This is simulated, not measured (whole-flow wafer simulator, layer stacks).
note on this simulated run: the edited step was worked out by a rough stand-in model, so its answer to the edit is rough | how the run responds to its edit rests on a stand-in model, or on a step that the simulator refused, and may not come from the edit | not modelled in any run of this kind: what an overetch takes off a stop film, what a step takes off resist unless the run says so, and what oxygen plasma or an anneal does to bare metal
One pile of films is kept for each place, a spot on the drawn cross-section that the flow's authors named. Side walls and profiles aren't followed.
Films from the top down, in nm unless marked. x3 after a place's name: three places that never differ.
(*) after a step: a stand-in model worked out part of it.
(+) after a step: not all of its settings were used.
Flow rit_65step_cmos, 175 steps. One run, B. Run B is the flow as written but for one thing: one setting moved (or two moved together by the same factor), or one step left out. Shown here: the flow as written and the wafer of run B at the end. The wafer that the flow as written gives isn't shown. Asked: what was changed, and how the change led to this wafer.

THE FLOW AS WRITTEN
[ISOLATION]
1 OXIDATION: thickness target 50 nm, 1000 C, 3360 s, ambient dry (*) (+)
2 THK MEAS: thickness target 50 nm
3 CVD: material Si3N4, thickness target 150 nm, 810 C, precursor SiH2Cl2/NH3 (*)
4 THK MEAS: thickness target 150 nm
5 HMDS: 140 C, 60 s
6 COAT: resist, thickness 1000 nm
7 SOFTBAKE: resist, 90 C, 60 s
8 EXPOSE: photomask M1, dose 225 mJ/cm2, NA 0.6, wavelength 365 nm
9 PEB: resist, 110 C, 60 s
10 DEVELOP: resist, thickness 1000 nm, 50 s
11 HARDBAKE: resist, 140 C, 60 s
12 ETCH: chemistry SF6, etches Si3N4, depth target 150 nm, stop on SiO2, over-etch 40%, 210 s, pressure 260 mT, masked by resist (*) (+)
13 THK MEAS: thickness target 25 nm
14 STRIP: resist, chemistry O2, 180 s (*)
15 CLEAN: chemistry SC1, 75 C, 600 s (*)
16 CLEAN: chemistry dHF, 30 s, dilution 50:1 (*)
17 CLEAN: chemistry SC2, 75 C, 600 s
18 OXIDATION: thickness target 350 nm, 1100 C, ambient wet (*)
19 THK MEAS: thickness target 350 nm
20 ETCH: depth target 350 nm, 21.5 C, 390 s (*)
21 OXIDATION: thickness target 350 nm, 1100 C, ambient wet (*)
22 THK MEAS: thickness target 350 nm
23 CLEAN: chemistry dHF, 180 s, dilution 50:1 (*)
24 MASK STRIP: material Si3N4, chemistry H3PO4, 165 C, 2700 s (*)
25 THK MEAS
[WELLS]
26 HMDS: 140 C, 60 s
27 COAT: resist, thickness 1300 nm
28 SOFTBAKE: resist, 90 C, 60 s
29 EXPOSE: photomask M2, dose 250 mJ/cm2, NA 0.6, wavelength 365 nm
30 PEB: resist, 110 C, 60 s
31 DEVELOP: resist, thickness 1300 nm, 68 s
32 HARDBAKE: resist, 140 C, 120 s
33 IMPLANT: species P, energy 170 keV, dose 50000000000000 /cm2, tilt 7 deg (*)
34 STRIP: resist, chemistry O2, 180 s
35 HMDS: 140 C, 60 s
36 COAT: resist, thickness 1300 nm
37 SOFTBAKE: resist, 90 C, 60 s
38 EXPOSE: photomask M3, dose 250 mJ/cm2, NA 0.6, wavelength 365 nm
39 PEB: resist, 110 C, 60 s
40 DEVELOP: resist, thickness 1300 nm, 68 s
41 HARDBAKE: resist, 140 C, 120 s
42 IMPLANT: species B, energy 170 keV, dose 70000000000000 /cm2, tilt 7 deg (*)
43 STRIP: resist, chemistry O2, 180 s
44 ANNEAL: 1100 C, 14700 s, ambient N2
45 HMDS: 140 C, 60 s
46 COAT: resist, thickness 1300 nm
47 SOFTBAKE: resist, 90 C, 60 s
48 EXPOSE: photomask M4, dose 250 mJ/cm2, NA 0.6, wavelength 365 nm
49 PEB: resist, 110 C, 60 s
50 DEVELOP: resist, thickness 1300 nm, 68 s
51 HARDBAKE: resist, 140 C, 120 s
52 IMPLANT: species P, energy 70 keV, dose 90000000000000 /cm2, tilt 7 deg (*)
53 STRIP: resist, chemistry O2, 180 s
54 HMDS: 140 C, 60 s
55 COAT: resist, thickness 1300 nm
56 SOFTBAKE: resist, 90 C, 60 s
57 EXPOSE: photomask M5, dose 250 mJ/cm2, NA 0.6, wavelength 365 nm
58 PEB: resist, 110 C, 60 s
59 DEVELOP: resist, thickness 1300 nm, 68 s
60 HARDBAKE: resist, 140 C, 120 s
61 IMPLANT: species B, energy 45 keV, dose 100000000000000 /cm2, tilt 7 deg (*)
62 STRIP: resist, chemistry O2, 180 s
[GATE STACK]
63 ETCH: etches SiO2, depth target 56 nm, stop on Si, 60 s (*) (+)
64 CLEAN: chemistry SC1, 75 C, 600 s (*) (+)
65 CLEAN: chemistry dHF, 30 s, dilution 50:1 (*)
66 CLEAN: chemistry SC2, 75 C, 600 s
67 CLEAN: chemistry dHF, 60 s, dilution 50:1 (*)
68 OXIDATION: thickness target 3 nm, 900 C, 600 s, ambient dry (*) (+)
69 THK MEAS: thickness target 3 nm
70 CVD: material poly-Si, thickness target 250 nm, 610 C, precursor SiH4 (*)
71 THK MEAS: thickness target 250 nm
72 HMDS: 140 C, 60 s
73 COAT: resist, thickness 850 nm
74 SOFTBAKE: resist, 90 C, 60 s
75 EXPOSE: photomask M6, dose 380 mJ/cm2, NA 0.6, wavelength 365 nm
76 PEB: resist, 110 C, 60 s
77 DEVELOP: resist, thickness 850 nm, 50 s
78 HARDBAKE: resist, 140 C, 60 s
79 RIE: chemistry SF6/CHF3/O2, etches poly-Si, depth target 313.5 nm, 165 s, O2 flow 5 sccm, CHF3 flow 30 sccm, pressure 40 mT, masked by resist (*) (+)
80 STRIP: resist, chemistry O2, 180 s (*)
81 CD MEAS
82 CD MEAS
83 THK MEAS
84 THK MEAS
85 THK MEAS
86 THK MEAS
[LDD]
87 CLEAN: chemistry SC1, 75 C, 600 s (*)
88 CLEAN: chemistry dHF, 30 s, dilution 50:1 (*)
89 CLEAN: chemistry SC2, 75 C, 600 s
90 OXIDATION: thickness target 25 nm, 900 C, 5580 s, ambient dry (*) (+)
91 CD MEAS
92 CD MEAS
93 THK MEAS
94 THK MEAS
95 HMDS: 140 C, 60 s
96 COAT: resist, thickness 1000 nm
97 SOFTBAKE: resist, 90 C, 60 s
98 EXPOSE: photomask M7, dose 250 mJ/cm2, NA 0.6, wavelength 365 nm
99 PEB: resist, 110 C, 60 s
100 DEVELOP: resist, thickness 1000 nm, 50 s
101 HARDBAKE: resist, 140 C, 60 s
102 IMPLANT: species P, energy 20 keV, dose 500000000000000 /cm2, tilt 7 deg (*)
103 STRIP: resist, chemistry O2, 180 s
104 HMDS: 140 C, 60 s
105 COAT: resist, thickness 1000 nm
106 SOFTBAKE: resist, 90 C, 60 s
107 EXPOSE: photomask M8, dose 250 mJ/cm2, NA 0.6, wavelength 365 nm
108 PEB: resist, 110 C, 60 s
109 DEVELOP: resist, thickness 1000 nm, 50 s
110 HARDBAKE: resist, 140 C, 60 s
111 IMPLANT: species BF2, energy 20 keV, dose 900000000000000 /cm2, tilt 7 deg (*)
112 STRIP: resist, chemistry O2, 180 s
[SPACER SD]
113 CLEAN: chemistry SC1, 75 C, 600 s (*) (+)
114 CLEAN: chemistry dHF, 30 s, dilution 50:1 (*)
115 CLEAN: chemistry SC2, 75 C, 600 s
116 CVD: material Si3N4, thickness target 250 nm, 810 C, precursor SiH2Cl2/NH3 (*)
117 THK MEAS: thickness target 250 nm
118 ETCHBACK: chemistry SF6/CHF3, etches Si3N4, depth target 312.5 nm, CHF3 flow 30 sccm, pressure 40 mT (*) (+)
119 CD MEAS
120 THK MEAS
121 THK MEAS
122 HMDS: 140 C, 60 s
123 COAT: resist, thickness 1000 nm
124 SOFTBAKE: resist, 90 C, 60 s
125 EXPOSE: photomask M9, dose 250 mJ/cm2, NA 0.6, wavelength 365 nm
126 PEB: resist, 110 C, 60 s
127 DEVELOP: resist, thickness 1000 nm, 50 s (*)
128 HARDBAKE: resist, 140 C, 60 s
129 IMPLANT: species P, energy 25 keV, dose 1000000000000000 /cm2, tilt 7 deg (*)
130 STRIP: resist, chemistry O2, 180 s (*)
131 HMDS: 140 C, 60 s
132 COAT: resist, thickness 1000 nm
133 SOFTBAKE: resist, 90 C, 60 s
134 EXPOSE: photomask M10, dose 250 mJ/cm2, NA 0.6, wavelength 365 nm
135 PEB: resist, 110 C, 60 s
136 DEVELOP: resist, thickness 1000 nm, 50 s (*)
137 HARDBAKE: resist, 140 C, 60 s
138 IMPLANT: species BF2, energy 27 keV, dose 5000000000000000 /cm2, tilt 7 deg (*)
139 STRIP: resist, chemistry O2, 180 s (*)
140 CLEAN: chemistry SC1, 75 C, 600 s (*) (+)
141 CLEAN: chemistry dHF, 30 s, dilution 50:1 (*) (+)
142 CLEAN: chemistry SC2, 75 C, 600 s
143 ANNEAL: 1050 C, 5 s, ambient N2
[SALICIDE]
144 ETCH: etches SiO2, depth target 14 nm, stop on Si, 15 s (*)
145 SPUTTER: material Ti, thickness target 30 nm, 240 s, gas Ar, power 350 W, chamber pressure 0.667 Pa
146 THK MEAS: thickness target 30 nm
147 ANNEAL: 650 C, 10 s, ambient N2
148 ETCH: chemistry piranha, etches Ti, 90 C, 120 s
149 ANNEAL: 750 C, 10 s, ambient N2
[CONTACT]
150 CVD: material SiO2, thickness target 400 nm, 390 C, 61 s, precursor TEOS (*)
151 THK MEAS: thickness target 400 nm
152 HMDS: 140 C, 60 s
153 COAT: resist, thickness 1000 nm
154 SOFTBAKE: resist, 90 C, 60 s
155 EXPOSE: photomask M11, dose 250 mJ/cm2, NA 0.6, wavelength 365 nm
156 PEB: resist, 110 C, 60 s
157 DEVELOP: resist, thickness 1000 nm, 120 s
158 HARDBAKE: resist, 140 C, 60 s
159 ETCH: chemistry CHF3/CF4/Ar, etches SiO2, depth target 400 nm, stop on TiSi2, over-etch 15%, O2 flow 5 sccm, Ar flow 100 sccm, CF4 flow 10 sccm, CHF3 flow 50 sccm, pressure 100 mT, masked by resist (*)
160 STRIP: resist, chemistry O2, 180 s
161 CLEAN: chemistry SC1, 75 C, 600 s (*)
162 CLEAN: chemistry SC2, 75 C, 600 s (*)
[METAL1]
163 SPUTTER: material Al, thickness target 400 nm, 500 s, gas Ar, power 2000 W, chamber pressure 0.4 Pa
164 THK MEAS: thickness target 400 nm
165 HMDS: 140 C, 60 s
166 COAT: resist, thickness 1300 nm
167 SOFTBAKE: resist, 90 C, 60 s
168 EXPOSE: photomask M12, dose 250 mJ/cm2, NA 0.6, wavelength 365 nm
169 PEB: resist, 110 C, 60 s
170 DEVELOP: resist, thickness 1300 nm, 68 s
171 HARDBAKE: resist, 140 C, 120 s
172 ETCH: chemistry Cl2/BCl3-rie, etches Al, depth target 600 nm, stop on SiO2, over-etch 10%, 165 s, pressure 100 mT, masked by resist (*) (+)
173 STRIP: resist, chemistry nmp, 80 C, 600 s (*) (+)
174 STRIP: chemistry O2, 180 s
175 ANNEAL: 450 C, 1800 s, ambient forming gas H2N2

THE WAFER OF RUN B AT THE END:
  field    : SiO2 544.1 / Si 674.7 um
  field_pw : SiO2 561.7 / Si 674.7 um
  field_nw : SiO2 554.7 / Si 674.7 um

The cause: step 20, ETCH: 273 s was run, where the flow has 390 s.

How the change led to this, step by step:
  20 ETCH: depth target 350 nm, 21.5 C, 390 s (*)
      field, field_p: SiO2 -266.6 (as written it would be: SiO2 -351.3 (all of it), Si -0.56)
      field_pw, field_nw: SiO2 -266.6 (as written it would be: SiO2 -355.4 (all of it), Si -0.49)
      (and at 10 more places)
  21 OXIDATION: thickness target 350 nm, 1100 C, ambient wet (*)
      field, field_p: SiO2 +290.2, Si -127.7 (as written it would be: SiO2 +350 (new film), Si -154)
      field_pw, field_nw: SiO2 +287.7, Si -126.6 (as written it would be: SiO2 +350 (new film), Si -154)
  27 COAT: resist, thickness 1300 nm
      field_pw, field_nw: resist +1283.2 (new film) (as written it would be: resist +1313 (new film))
      field: resist +1277.8 (new film) (as written it would be: resist +1315.7 (new film))
      (and at 1 more place)
  30 PEB: resist, 110 C, 60 s
      field, field_p: resist -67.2 (as written it would be: resist -69.2)
      field_pw, field_nw: resist -67.5 (as written it would be: resist -69.1)
  31 DEVELOP: resist, thickness 1300 nm, 68 s
      field_nw: resist -1215.7 (all of it) (as written it would be: resist -1243.9 (all of it))
      field_p: resist -1210.6 (all of it) (as written it would be: resist -1246.4 (all of it))
  32 HARDBAKE: resist, 140 C, 120 s
      field: resist -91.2 (as written it would be: resist -94)
      field_pw: resist -91.6 (as written it would be: resist -93.8)
  34 STRIP: resist, chemistry O2, 180 s
      field: resist -1119.3 (all of it) (as written it would be: resist -1152.5 (all of it))
      field_pw: resist -1124 (all of it) (as written it would be: resist -1150.2 (all of it))
  36 COAT: resist, thickness 1300 nm
      field_pw, field_nw: resist +1283.2 (new film) (as written it would be: resist +1313 (new film))
      field: resist +1277.8 (new film) (as written it would be: resist +1315.7 (new film))
      (and at 1 more place)
  39 PEB: resist, 110 C, 60 s
      field, field_p: resist -67.2 (as written it would be: resist -69.2)
      field_pw, field_nw: resist -67.5 (as written it would be: resist -69.1)
  40 DEVELOP: resist, thickness 1300 nm, 68 s
      field: resist -1210.6 (all of it) (as written it would be: resist -1246.5 (all of it))
      field_pw: resist -1215.7 (all of it) (as written it would be: resist -1243.9 (all of it))
  41 HARDBAKE: resist, 140 C, 120 s
      field_nw: resist -91.6 (as written it would be: resist -93.8)
      field_p: resist -91.3 (as written it would be: resist -94)
  43 STRIP: resist, chemistry O2, 180 s
      field_nw: resist -1124 (all of it) (as written it would be: resist -1150.2 (all of it))
      field_p: resist -1119.4 (all of it) (as written it would be: resist -1152.5 (all of it))
  46 COAT: resist, thickness 1300 nm
      field_pw, field_nw: resist +1283.2 (new film) (as written it would be: resist +1313 (new film))
      field: resist +1277.8 (new film) (as written it would be: resist +1315.7 (new film))
      (and at 1 more place)
  49 PEB: resist, 110 C, 60 s
      field, field_p: resist -67.2 (as written it would be: resist -69.2)
      field_pw, field_nw: resist -67.5 (as written it would be: resist -69.1)
  50 DEVELOP: resist, thickness 1300 nm, 68 s
      field_nw: resist -1215.7 (all of it) (as written it would be: resist -1243.9 (all of it))
      field_p: resist -1210.6 (all of it) (as written it would be: resist -1246.4 (all of it))
  51 HARDBAKE: resist, 140 C, 120 s
      field: resist -91.2 (as written it would be: resist -94)
      field_pw: resist -91.6 (as written it would be: resist -93.8)
  ... 35 more steps ...
  170 DEVELOP: resist, thickness 1300 nm, 68 s
      field: resist -1277.7 (all of it) (as written it would be: resist -1316.6 (all of it))
      field_pw: resist -1256.3 (all of it) (as written it would be: resist -1285.5 (all of it))
      (and at 2 more places)
